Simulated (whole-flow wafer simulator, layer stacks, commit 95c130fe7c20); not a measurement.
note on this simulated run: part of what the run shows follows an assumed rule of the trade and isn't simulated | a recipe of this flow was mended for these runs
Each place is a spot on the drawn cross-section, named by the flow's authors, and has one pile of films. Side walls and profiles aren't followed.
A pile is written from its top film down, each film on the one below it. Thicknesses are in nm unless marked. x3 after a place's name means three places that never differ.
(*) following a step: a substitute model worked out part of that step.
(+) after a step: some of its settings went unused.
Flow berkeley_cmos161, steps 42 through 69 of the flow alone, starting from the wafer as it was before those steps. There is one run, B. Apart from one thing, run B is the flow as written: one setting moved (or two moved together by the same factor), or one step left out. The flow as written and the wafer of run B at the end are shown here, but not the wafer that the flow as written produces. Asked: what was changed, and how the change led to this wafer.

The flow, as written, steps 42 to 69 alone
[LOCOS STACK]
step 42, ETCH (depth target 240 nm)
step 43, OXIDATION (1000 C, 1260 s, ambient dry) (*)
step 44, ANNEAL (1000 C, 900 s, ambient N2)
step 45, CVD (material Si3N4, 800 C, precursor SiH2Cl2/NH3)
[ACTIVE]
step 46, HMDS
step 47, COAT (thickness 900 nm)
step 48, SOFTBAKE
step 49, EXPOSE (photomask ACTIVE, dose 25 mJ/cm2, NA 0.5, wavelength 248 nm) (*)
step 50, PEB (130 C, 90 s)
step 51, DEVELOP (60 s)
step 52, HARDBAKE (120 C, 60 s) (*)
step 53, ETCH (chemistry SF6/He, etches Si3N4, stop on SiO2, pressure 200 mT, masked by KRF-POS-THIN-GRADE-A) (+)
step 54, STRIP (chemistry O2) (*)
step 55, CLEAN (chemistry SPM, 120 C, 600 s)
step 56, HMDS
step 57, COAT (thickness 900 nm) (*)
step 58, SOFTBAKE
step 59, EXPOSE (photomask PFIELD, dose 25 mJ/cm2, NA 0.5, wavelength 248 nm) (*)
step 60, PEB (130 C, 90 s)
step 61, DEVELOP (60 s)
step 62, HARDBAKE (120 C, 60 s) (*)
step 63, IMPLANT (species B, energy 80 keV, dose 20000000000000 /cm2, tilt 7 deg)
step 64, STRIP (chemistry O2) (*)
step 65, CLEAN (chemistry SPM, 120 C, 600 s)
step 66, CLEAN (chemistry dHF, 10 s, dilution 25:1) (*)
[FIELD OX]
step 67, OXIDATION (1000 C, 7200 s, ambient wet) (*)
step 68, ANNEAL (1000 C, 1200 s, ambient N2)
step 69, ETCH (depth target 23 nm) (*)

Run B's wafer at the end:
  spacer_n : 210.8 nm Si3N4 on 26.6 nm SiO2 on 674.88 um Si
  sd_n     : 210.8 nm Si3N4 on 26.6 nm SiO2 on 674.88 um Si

What caused this: step 45, CVD: 812 C was run, whereas the flow has 800 C.

Step by step, how the change led to this:
  step 45, CVD (material Si3N4, 800 C, precursor SiH2Cl2/NH3)
      field, sd_n, spacer_n and 6 more: Si3N4 gains 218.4 (new film) (as written it would have been: Si3N4 gains 194.4 (new film))
  step 53, ETCH (chemistry SF6/He, etches Si3N4, stop on SiO2, pressure 200 mT, masked by KRF-POS-THIN-GRADE-A) (+)
      sd_n, spacer_n, gate_n, sd_p, spacer_p, gate_p, contact, m1: KrF-resist loses 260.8 (as written it would have been: KrF-resist loses 234.7)
      field: Si3N4 loses 218.4 (all of it), SiO2 loses 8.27 (as written it would have been: Si3N4 loses 194.4 (all of it), SiO2 loses 8.27)
  step 54, STRIP (chemistry O2) (*)
      sd_n, spacer_n, gate_n, sd_p, spacer_p, gate_p, contact, m1: KrF-resist loses 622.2 (all of it) (as written it would have been: KrF-resist loses 648.2 (all of it))
